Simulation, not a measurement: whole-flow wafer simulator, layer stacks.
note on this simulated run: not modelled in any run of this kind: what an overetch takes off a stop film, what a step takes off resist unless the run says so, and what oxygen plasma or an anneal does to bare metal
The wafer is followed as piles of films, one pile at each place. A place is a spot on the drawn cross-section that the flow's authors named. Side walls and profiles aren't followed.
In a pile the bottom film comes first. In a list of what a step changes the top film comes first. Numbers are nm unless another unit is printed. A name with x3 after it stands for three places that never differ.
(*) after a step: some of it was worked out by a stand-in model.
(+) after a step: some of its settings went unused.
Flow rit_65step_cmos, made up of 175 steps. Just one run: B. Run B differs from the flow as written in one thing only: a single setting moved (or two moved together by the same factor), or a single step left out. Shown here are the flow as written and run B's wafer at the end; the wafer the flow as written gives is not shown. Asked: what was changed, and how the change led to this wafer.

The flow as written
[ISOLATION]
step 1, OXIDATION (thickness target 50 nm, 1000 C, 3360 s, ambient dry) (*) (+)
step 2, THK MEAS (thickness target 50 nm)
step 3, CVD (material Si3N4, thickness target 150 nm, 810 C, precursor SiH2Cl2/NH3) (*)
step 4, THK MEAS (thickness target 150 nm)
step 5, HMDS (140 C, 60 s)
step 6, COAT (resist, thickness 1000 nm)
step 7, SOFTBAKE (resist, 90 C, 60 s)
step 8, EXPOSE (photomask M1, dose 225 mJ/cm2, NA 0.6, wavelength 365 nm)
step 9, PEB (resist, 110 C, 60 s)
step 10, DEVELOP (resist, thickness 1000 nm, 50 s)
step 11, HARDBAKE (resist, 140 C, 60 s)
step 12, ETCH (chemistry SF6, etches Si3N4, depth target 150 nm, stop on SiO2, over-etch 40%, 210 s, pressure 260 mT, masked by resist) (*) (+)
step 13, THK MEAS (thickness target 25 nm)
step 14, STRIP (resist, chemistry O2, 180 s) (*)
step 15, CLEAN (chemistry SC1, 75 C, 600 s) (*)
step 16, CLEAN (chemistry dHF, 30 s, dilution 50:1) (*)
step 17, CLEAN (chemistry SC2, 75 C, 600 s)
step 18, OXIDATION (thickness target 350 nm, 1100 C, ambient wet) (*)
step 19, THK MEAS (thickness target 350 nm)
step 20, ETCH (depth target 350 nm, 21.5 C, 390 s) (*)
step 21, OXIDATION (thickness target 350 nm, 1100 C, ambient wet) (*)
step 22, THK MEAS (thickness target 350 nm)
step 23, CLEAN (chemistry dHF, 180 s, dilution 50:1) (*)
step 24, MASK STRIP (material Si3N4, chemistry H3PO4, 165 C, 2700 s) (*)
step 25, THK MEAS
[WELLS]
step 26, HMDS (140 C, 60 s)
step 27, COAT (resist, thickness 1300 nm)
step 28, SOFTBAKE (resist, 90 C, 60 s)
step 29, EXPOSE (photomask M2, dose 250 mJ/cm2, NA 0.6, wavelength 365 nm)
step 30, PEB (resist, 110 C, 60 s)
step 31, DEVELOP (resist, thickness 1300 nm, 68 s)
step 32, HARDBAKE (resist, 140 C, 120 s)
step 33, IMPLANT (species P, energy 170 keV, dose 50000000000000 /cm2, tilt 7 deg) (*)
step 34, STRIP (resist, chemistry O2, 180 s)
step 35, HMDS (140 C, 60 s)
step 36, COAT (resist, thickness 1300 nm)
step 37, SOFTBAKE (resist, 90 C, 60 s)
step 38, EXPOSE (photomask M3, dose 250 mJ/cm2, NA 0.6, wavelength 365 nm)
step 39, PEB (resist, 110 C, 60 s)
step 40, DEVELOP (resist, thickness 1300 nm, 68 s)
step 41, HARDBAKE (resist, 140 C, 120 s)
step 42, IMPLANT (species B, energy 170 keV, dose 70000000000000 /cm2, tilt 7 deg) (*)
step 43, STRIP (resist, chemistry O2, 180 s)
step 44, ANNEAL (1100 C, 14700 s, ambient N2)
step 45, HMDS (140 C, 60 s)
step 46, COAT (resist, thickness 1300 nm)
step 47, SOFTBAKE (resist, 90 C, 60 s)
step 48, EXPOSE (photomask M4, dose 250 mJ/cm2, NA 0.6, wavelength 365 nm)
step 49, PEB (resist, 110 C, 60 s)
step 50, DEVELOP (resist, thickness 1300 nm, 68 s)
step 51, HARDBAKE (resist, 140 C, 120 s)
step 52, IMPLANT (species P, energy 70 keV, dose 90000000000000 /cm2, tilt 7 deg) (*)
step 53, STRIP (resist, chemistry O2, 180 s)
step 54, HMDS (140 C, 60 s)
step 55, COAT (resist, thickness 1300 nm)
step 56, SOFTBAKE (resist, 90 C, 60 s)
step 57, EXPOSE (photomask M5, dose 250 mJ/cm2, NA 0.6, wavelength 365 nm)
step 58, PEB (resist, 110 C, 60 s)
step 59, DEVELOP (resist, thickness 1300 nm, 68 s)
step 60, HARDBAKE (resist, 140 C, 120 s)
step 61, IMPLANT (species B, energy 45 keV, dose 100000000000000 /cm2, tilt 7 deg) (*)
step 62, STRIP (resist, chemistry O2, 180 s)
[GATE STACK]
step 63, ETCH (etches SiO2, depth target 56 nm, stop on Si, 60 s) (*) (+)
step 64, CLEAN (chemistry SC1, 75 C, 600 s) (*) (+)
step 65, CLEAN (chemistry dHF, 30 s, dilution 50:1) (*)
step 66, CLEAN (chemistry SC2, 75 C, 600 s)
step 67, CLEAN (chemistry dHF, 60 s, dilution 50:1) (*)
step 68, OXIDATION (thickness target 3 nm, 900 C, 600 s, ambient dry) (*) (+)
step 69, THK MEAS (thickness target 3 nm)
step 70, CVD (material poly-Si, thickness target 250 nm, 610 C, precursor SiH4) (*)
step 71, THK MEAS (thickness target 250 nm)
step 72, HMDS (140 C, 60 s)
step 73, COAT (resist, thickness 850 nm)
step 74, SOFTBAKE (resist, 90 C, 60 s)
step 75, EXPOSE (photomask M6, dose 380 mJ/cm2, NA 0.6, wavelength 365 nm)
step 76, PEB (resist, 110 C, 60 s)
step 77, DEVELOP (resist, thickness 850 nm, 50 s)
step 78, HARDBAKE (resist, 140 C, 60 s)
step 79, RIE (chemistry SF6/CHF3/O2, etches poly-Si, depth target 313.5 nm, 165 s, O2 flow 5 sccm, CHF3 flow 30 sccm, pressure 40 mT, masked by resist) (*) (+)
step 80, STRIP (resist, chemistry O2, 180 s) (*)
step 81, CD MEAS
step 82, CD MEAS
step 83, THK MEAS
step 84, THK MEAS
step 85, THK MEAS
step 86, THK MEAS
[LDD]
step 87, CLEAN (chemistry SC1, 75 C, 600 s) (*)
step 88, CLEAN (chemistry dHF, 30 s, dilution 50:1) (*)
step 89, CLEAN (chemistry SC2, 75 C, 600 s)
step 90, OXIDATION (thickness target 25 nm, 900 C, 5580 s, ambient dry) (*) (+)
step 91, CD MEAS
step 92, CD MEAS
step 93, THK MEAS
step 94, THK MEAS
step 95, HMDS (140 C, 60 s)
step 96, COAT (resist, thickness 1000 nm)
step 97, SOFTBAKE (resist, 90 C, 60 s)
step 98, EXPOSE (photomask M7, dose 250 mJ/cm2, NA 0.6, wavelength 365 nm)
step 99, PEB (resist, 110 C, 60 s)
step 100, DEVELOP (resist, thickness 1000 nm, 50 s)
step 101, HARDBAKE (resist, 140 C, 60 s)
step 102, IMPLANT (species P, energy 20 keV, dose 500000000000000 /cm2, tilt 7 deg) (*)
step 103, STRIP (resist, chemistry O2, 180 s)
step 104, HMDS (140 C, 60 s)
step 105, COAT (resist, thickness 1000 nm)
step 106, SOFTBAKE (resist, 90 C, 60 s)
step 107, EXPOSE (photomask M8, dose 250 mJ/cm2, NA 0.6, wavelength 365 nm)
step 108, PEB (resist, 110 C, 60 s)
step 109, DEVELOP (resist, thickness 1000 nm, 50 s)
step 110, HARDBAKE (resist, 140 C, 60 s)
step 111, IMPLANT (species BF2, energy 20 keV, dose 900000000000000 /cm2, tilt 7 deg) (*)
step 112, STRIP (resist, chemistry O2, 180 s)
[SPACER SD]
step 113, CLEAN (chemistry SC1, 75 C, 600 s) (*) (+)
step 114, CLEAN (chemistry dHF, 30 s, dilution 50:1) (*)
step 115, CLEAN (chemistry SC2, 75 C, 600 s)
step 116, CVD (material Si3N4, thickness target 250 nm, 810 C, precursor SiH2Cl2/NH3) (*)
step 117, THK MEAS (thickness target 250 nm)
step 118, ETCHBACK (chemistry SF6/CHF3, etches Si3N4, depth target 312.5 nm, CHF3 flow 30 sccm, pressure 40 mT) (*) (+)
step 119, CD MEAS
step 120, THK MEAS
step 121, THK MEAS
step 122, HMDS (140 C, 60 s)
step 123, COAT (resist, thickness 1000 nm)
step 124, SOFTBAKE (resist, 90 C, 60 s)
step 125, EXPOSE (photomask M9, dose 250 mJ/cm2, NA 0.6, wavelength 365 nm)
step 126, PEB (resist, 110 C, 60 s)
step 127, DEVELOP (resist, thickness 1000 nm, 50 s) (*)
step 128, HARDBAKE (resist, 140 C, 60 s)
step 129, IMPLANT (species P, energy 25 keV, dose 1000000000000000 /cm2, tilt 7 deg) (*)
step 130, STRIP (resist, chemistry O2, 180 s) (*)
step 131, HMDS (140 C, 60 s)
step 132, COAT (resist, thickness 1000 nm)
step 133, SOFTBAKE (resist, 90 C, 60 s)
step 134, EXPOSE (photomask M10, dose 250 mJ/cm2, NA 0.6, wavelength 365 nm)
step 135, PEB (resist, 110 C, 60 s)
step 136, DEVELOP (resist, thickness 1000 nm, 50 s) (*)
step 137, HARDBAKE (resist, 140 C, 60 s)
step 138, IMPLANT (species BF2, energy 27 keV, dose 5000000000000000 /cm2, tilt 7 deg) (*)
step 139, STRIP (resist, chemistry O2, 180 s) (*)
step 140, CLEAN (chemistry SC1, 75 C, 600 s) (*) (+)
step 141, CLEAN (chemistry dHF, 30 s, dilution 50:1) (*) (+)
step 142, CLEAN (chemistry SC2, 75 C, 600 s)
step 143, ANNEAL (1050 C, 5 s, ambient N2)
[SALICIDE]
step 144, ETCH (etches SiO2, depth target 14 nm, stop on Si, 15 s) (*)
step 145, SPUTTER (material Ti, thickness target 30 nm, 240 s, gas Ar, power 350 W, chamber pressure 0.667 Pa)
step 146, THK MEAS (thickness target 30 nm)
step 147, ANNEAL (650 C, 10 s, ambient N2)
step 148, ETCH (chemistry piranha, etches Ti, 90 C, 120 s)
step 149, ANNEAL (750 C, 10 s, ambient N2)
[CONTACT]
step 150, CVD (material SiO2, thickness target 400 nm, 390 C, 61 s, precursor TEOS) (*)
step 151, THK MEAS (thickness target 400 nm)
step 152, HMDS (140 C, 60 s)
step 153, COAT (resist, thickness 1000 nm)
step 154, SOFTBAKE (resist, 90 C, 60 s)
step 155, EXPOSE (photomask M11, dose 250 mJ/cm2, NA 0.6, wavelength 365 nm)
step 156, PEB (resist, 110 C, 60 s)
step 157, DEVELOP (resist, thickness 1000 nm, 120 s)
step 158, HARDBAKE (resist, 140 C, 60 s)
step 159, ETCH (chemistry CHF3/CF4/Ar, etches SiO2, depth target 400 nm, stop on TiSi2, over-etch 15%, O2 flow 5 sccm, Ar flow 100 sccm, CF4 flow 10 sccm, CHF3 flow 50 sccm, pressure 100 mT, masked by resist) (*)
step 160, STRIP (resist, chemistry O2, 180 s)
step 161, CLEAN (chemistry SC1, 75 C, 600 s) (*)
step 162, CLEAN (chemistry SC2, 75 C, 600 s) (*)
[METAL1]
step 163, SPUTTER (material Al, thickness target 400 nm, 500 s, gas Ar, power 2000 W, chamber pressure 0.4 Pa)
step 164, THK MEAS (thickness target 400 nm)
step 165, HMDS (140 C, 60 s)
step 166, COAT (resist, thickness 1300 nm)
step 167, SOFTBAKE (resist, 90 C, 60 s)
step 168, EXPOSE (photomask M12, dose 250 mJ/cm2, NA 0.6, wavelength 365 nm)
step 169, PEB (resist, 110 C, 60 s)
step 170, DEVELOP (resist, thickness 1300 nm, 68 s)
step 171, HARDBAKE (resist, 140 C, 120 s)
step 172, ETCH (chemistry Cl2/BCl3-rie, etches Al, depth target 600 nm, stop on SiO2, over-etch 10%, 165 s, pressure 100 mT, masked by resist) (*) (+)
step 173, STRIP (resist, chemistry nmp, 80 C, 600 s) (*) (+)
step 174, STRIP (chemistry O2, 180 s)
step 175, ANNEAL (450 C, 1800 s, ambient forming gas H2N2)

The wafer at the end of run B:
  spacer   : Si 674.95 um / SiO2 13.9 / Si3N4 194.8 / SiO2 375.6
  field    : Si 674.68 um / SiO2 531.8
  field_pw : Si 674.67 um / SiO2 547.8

The reason: step 163, SPUTTER: 622 s was run, though the flow has 500 s.

Step by step, how the change led to this:
  step 163, SPUTTER (material Al, thickness target 400 nm, 500 s, gas Ar, power 2000 W, chamber pressure 0.4 Pa)
      field, field_pw, field_p, spacer, spacer_p: +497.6 Al (new film) (it would be, as written: +400 Al (new film))
      gate_n, gate_p: +485.5 Al (new film) (it would be, as written: +396 Al (new film))
      (as well as at 1 more place)
  step 172, ETCH (chemistry Cl2/BCl3-rie, etches Al, depth target 600 nm, stop on SiO2, over-etch 10%, 165 s, pressure 100 mT, masked by resist) (*) (+)
      field, field_pw, field_p, spacer, spacer_p: -497.6 Al (all of it), -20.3 SiO2 (it would be, as written: -400 Al (all of it), -32.5 SiO2)
      gate_n, gate_p: -485.5 Al (all of it), -21.8 SiO2 (it would be, as written: -396 Al (all of it), -33 SiO2)
      (as well as at 1 more place)
